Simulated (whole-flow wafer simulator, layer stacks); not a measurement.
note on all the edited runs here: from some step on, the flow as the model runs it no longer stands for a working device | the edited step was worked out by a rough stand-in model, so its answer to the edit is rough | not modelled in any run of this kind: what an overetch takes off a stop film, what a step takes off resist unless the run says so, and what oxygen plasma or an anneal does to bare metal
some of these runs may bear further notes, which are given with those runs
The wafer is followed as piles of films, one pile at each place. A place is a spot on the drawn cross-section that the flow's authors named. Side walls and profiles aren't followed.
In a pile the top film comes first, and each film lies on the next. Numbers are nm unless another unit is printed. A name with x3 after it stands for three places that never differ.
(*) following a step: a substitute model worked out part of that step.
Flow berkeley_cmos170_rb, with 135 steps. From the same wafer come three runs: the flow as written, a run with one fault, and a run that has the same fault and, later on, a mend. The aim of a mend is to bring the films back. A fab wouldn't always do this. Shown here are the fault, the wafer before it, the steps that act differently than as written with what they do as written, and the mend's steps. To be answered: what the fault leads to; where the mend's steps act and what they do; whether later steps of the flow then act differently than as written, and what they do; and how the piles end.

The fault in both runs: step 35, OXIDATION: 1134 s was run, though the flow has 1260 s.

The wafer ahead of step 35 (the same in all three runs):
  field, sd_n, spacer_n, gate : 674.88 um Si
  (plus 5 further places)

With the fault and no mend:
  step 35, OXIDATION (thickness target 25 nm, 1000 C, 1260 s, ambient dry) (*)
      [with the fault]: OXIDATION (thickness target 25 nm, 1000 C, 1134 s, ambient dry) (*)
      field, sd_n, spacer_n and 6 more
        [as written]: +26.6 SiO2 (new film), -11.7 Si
        [with the fault]: +25.1 SiO2 (new film), -11 Si
  Steps further on in the flow that do not act as written (31 other steps are not shown; they differ only slightly, by no more than 2% or 0.5 nm, whichever is larger):
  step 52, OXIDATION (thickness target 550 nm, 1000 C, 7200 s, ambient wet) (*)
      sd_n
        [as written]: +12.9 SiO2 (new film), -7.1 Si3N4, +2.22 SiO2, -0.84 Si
        [with the fault]: +12.9 SiO2 (new film), -7.1 Si3N4, +1.69 SiO2, -0.63 Si
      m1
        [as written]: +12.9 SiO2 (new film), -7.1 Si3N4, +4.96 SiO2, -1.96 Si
        [with the fault]: +12.9 SiO2 (new film), -7.1 Si3N4, +4 SiO2, -1.55 Si
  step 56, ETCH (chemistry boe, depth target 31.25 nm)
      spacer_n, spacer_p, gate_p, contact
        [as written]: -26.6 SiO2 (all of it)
        [with the fault]: -25.1 SiO2 (all of it)
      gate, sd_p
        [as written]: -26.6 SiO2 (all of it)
        [with the fault]: -25.2 SiO2 (all of it)
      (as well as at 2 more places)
  When the end is reached, the piles differ only a little from the flow's at the places that both follow, at most by 2% or 0.5 nm, whichever is larger.

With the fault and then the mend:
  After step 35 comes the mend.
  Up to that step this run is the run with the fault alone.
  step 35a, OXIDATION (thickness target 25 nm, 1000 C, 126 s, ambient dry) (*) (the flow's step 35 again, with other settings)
      field, sd_n, spacer_n and 6 more
        +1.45 SiO2, -0.64 Si
  None of the later steps of the flow acts differently than as written at any place that is followed.
  The piles end the same as the flow's at every place that both follow.
